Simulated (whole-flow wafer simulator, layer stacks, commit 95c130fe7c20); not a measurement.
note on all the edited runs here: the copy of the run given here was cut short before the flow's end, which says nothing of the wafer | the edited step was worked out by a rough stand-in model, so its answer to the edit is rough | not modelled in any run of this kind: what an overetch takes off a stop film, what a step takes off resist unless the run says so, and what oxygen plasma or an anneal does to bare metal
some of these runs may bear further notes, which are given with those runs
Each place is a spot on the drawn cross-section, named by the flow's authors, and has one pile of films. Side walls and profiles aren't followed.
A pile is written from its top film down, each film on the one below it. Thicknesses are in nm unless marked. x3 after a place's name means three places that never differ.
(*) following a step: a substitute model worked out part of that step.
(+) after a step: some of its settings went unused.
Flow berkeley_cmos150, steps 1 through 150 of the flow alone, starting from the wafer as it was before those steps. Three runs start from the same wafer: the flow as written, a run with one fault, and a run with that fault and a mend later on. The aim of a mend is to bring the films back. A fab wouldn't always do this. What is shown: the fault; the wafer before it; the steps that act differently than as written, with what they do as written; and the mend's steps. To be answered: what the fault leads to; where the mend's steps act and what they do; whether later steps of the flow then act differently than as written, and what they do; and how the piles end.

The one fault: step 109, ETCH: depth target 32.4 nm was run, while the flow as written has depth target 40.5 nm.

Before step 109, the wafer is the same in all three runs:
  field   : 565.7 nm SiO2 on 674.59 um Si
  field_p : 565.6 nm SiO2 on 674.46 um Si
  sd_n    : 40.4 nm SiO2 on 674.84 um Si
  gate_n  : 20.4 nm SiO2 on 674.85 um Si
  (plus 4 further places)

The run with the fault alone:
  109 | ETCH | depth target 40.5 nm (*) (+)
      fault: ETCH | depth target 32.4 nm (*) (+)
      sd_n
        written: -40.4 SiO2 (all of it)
        fault: -32.4 SiO2
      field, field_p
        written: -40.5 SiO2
        fault: -32.4 SiO2
  Steps later in the flow that act otherwise than as written (16 more steps, not shown, differ only slightly: by at most 2% or 0.5 nm, whichever is larger):
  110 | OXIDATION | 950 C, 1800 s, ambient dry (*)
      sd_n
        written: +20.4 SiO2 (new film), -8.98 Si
        fault: +16.1 SiO2, -7.06 Si
  By the end, the piles at sd_n depart from the flow's by more than 2% or 0.5 nm, whichever is larger.
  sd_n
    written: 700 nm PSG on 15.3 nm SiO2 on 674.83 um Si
    fault: 700 nm PSG on 19 nm SiO2 on 674.83 um Si

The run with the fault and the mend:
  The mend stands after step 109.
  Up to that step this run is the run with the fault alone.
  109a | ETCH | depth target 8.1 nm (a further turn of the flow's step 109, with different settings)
      field, field_p
        -8.1 SiO2
      sd_n
        -8.04 SiO2 (all of it)
  Later steps of the flow that are run all act as written at every place that is followed, up to a difference of at most 2% or 0.5 nm, whichever is larger.
  At every place that both follow, the piles at the end match the flow's.
